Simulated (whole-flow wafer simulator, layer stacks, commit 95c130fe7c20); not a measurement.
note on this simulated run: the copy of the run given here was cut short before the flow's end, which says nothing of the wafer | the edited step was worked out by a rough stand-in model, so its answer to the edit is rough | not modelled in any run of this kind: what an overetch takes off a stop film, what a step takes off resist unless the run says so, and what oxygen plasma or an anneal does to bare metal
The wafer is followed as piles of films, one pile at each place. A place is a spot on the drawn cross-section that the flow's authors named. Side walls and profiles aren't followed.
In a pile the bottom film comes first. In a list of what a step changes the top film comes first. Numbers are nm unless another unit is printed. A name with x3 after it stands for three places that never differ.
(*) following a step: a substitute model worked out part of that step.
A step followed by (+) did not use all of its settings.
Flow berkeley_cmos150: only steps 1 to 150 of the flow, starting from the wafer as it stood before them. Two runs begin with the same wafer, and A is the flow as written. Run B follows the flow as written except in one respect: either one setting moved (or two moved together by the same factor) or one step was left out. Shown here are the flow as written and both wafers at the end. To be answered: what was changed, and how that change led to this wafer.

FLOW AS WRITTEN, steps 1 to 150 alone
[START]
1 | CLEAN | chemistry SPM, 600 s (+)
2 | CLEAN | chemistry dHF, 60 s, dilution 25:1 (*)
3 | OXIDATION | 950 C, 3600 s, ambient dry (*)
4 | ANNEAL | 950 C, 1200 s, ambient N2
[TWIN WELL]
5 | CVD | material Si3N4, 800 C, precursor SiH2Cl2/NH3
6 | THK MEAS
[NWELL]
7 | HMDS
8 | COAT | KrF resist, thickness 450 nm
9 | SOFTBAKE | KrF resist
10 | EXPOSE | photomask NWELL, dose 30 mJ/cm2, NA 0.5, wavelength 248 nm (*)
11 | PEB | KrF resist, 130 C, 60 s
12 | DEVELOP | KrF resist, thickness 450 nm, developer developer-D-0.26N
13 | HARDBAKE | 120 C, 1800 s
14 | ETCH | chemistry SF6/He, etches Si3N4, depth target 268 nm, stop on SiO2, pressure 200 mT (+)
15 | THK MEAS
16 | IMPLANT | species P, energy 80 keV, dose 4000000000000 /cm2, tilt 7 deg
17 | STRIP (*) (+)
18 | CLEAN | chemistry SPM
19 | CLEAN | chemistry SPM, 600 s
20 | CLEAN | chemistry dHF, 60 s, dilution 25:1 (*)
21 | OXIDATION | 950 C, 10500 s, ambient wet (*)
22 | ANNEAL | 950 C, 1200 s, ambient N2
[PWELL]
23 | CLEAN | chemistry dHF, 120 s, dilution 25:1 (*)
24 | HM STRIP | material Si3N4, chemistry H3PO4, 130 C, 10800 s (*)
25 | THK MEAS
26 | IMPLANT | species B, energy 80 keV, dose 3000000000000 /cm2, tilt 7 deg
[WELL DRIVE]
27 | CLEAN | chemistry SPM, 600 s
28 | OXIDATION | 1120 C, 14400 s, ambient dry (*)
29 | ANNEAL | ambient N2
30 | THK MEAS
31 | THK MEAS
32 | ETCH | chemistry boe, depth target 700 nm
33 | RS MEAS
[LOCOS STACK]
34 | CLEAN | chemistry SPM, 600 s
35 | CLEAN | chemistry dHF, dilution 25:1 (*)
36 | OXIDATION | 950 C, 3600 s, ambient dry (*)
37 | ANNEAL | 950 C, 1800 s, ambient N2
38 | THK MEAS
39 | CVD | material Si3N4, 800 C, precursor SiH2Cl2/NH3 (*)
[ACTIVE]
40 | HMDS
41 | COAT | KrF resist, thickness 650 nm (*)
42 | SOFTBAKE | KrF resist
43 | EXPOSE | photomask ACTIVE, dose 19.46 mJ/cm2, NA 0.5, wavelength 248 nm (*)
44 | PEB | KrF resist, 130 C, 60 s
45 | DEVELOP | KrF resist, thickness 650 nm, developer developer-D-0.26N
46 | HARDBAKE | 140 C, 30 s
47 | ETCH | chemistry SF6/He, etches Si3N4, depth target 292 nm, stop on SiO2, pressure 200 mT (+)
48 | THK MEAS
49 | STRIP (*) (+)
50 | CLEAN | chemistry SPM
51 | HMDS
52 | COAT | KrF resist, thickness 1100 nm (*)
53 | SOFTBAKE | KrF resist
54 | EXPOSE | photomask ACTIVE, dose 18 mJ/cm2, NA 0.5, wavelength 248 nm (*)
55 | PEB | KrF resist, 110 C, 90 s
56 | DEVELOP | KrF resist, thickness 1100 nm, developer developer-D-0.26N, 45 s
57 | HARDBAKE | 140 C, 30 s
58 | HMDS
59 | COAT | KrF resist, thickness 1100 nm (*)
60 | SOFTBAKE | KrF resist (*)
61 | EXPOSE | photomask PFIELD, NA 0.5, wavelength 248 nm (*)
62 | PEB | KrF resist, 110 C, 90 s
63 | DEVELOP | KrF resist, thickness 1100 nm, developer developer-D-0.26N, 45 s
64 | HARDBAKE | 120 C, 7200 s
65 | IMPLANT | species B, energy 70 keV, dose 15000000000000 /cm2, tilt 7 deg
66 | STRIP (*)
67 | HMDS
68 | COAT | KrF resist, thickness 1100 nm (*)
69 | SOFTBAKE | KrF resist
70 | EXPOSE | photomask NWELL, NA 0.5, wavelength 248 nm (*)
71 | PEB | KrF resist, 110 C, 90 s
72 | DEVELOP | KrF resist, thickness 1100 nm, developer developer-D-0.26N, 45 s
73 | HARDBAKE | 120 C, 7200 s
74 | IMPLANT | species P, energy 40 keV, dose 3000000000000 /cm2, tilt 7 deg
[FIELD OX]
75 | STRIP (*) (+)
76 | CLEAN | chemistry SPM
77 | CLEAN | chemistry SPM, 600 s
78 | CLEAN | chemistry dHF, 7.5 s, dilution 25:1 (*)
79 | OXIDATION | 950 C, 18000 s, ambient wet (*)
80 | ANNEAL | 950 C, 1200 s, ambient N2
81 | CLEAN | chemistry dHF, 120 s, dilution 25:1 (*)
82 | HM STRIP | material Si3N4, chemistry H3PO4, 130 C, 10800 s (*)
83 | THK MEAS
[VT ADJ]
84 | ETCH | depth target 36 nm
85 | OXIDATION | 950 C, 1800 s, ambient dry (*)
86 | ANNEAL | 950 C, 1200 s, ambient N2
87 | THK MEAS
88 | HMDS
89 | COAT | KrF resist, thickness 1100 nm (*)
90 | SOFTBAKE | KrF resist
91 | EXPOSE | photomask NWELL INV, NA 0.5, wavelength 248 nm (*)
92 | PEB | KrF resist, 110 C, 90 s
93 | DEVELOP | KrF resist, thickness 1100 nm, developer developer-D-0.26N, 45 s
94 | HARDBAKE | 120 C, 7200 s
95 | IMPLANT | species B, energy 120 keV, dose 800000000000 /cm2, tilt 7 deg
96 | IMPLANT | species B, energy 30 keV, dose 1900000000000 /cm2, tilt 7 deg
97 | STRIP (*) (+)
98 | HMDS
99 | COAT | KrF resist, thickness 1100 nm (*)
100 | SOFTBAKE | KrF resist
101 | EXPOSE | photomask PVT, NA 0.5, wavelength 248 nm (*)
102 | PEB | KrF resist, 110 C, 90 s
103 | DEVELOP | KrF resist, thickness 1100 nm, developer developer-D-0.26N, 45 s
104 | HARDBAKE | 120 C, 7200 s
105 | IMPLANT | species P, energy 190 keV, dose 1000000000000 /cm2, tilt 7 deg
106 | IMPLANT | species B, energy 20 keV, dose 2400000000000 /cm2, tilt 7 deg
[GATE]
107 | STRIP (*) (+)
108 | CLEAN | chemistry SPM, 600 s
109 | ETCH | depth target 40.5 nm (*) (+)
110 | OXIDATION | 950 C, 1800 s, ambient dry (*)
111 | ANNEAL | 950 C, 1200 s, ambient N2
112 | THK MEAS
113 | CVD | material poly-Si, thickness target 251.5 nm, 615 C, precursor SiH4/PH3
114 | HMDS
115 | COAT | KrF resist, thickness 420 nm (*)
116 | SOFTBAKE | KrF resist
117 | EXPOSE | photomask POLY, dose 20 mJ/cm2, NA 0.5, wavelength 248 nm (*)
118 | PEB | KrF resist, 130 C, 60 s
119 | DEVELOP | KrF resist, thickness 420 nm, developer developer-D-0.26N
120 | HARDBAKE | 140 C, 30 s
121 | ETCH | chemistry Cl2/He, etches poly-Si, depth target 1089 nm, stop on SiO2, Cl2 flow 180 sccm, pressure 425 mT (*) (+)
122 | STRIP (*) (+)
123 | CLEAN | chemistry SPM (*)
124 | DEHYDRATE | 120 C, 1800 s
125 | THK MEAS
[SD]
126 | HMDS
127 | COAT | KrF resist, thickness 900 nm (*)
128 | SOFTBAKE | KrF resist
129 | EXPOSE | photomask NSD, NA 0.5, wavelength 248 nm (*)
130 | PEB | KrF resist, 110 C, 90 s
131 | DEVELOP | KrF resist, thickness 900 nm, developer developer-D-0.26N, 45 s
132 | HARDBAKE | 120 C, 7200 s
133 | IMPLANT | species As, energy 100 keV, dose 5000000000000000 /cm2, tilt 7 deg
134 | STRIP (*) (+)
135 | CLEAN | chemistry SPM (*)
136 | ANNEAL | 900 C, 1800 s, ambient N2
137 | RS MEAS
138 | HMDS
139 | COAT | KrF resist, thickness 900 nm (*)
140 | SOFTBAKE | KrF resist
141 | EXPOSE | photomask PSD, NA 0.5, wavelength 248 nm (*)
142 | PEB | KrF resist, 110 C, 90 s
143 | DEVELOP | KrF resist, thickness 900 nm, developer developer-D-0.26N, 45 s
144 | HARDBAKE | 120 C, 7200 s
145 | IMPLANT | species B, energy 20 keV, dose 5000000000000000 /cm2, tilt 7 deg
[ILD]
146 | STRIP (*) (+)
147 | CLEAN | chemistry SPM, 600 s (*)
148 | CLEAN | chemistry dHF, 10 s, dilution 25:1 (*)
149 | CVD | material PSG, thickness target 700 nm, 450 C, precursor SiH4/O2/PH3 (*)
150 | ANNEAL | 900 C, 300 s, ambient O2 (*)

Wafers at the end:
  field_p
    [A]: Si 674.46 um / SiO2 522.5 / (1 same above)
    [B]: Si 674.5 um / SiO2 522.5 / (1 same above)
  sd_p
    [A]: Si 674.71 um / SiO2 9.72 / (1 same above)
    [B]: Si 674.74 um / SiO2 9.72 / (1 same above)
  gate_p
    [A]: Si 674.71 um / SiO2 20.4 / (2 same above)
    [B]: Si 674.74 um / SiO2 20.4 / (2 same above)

Cause: step 21, OXIDATION: 7350 s was run, though the flow has 10500 s.

Step by step, how the change led to this:
  21 | OXIDATION | 950 C, 10500 s, ambient wet (*)
      field, sd_n, gate_n, contact, m1: A +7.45 SiO2 (new film), -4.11 Si3N4 | B +5.55 SiO2 (new film), -3.07 Si3N4
      field_p, sd_p, gate_p: A +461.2 SiO2, -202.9 Si | B +354.5 SiO2, -156 Si
  23 | CLEAN | chemistry dHF, 120 s, dilution 25:1 (*)
      field, sd_n, gate_n, contact, m1: A -7.45 SiO2 (all of it), -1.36 Si3N4 | B -5.55 SiO2 (all of it), -1.53 Si3N4
  28 | OXIDATION | 1120 C, 14400 s, ambient dry (*)
      field_p, sd_p, gate_p: A +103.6 SiO2, -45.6 Si | B +124.5 SiO2, -54.8 Si
  32 | ETCH | chemistry boe, depth target 700 nm
      field_p, sd_p, gate_p: A -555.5 SiO2 (all of it) | B -469.7 SiO2 (all of it)
  41 | COAT | KrF resist, thickness 650 nm (*)
      field: A +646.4 KrF resist (new film) | B +625.8 KrF resist (new film)
      field_p: A +715.2 KrF resist (new film) | B +696.8 KrF resist (new film)
  45 | DEVELOP | KrF resist, thickness 650 nm, developer developer-D-0.26N
      field: A -645.4 KrF resist (all of it) | B -624.9 KrF resist (all of it)
      field_p: A -714.1 KrF resist (all of it) | B -695.8 KrF resist (all of it)
  49 | STRIP (*) (+)
      sd_p: A -442.9 KrF resist (all of it) | B -432.7 KrF resist (all of it)
      gate_p: A -439.2 KrF resist (all of it) | B -430 KrF resist (all of it)
  89 | COAT | KrF resist, thickness 1100 nm (*)
      field_p: A +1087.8 KrF resist (new film) | B +1064.4 KrF resist (new film)
  97 | STRIP (*) (+)
      field_p: A -1049.6 KrF resist (all of it) | B -1026.7 KrF resist (all of it)
  99 | COAT | KrF resist, thickness 1100 nm (*)
      field_p: A +1087.8 KrF resist (new film) | B +1064.4 KrF resist (new film)
  107 | STRIP (*) (+)
      field_p: A -1049.6 KrF resist (all of it) | B -1026.7 KrF resist (all of it)
  115 | COAT | KrF resist, thickness 420 nm (*)
      field: A +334 KrF resist (new film) | B +340.9 KrF resist (new film)
      field_p: A +413.4 KrF resist (new film) | B +398.5 KrF resist (new film)
  119 | DEVELOP | KrF resist, thickness 420 nm, developer developer-D-0.26N
      field: A -333.5 KrF resist (all of it) | B -340.4 KrF resist (all of it)
      field_p: A -412.9 KrF resist (all of it) | B -397.9 KrF resist (all of it)
  120 | HARDBAKE | 140 C, 30 s
      gate_p: A -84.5 KrF resist | B -82.8 KrF resist
  122 | STRIP (*) (+)
      gate_p: A +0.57 chemical SiO2 (new film), -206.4 KrF resist (all of it), -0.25 poly-Si | B +0.57 chemical SiO2 (new film), -197.8 KrF resist (all of it), -0.25 poly-Si
  127 | COAT | KrF resist, thickness 900 nm (*)
      field_p: A +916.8 KrF resist (new film) | B +894.9 KrF resist (new film)
  ... 2 other steps ...
  146 | STRIP (*) (+)
      field_p: A -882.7 KrF resist (all of it) | B -861.3 KrF resist (all of it)
